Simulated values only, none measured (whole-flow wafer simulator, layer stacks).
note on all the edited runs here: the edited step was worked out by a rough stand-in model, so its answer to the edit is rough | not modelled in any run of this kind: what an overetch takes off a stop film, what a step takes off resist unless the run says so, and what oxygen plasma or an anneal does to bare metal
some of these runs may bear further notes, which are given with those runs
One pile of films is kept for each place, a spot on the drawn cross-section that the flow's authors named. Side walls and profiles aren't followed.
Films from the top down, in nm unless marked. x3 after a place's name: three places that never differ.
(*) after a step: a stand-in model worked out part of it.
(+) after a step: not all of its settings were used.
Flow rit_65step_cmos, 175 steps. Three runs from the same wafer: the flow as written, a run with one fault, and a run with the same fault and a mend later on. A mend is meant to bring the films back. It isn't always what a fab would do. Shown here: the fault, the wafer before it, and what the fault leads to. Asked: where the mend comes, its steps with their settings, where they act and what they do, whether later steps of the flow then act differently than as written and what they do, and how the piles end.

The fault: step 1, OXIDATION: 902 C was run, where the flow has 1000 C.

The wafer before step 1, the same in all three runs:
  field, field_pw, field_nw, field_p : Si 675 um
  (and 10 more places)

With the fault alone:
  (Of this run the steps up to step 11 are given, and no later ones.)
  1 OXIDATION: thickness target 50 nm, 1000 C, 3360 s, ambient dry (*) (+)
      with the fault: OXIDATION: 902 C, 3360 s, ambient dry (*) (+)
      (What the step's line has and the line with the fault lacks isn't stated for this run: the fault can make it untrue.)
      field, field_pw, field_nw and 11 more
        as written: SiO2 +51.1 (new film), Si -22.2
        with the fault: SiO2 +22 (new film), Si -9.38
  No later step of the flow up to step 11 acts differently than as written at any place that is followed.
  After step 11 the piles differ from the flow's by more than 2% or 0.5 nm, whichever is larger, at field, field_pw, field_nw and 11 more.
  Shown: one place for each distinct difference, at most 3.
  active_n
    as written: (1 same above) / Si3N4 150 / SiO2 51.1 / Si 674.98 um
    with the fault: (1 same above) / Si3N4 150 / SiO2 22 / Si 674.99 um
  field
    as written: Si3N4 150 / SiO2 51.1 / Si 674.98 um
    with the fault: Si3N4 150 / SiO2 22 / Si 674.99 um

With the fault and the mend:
  The mend comes after step 2.
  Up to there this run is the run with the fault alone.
  2a ETCH: depth target 25 nm, 21.5 C, 28 s
      field, field_pw, field_nw and 11 more
        SiO2 -22 (all of it)
  2b CLEAN: chemistry SC2, 75 C, 600 s
      field, field_pw, field_nw and 11 more
        chemical SiO2 +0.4 (new film), Si -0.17
  2c OXIDATION: 1000 C, 3360 s, ambient dry (*) (the flow's step 1 once more, with other settings)
      field, field_pw, field_nw and 11 more
        SiO2 +51 (new film), chemical SiO2 -0.4 (all of it), Si -22.3
  Later steps of the flow that act differently than as written (18 more steps differ only slightly, by at most 2% or 0.5 nm, whichever is larger, and aren't shown):
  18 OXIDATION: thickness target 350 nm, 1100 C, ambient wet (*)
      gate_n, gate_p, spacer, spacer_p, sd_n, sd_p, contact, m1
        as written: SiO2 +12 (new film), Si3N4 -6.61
        with the mend: SiO2 +12 (new film), Si3N4 -6.61, SiO2 +0.03
  At the end the piles differ from the flow's only slightly at the places that both follow, by at most 2% or 0.5 nm, whichever is larger.
